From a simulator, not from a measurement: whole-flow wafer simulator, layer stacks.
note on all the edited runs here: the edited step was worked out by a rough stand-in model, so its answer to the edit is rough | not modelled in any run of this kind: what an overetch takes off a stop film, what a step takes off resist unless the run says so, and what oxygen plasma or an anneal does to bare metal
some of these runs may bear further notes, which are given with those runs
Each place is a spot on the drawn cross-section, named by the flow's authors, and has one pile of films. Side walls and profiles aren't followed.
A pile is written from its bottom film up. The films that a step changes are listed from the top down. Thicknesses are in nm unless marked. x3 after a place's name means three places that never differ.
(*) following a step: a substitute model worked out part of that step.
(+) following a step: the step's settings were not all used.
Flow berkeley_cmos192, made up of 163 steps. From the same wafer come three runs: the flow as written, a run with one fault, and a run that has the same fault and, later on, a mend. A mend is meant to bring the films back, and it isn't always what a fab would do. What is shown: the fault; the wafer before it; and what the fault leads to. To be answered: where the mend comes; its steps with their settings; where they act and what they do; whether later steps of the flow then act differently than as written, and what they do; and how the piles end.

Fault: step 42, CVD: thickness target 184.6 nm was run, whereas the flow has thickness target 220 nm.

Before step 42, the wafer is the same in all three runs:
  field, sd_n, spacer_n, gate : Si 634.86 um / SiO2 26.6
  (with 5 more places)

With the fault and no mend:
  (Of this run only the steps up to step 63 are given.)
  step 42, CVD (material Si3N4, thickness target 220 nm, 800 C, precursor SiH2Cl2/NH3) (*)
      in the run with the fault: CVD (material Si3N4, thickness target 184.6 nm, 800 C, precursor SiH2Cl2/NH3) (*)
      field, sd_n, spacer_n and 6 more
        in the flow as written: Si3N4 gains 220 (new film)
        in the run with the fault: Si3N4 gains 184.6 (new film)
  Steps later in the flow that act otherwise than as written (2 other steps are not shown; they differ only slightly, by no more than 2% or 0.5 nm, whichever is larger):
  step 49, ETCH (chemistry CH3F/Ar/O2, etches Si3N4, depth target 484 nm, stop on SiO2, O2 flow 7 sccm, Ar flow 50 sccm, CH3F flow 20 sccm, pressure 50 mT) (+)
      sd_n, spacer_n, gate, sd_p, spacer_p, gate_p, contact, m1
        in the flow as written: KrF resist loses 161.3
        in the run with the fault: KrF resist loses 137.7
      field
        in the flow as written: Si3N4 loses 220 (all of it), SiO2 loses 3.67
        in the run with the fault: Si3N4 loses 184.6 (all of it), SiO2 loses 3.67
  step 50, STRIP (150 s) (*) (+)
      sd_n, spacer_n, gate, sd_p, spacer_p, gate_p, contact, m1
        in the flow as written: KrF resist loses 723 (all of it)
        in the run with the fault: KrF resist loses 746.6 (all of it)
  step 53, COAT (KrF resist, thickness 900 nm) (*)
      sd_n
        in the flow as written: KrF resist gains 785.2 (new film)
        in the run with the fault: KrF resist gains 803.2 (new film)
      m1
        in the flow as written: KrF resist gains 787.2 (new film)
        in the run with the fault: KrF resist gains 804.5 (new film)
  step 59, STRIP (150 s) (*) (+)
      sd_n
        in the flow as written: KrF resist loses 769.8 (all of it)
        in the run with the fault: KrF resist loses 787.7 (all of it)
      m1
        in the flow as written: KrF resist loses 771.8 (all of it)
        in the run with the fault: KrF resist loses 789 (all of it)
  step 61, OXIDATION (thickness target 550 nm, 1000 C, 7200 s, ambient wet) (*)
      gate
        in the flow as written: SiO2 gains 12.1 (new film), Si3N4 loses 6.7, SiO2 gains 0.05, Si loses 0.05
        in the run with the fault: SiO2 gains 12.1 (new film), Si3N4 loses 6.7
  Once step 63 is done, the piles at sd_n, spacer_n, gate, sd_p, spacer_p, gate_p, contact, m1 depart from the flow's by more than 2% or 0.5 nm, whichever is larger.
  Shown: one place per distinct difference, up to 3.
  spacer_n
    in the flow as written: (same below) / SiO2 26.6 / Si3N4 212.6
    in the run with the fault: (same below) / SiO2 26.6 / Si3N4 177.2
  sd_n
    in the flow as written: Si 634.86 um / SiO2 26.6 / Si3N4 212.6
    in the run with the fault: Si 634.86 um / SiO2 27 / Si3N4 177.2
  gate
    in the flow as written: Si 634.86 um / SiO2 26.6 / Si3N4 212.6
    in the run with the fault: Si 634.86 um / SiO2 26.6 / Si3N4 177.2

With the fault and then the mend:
  The mend follows step 42.
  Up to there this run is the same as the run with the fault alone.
  step 42a, CVD (material Si3N4, thickness target 35.42 nm, 800 C, precursor SiH2Cl2/NH3) (*) (a further turn of the flow's step 42, with different settings)
      field, sd_n, spacer_n and 6 more
        Si3N4 gains 35.4
  Every later step of the flow that is run acts as written, at every place that is followed, to within 2% or 0.5 nm, whichever is larger.
  By the end, the piles equal the flow's at every place that both follow.
